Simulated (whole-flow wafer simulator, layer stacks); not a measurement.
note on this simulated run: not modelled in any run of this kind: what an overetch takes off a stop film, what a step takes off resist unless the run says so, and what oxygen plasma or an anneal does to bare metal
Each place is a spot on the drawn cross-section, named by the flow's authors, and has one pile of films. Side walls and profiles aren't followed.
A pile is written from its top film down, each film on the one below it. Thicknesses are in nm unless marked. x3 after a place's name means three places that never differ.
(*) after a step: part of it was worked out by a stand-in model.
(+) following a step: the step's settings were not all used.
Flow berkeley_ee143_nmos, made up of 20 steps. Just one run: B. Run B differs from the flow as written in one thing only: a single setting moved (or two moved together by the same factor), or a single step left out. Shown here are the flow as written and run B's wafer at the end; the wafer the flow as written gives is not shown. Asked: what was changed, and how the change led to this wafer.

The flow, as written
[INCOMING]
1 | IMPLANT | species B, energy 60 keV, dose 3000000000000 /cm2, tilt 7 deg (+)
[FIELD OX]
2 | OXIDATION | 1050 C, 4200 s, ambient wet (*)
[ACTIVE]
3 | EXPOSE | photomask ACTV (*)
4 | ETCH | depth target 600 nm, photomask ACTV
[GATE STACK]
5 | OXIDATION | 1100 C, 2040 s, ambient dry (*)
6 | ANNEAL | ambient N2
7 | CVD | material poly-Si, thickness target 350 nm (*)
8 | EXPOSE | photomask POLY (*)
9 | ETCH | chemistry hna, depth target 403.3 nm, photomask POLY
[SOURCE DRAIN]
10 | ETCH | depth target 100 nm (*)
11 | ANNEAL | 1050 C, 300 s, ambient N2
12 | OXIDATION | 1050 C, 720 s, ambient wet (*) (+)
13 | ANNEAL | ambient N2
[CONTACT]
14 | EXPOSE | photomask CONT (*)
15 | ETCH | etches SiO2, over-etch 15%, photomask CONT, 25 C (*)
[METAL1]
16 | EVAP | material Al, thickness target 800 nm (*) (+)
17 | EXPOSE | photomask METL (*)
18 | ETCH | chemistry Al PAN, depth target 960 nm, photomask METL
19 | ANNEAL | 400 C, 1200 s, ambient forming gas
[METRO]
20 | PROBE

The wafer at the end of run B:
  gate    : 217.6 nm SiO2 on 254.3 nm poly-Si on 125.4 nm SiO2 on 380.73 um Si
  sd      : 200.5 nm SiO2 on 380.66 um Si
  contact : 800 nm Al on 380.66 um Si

The reason: step 4, ETCH: depth target 482 nm was run, though the flow has depth target 600 nm.

How this came from the change, step by step:
  4 | ETCH | depth target 600 nm, photomask ACTV
      gate, sd, contact: SiO2 loses 482 (as written it would have been: SiO2 loses 566.4 (all of it))
  5 | OXIDATION | 1100 C, 2040 s, ambient dry (*)
      gate, sd, contact: SiO2 gains 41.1, Si loses 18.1 (as written it would have been: SiO2 gains 79.7 (new film), Si loses 35.1)
  10 | ETCH | depth target 100 nm (*)
      sd, contact: SiO2 loses 100 (as written it would have been: SiO2 loses 79.7 (all of it))
  12 | OXIDATION | 1050 C, 720 s, ambient wet (*) (+)
      sd, contact: SiO2 gains 175, Si loses 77 (as written it would have been: SiO2 gains 189.4 (new film), Si loses 83.4)
  15 | ETCH | etches SiO2, over-etch 15%, photomask CONT, 25 C (*)
      contact: SiO2 loses 200.5 (all of it) (as written it would have been: SiO2 loses 189.4 (all of it))
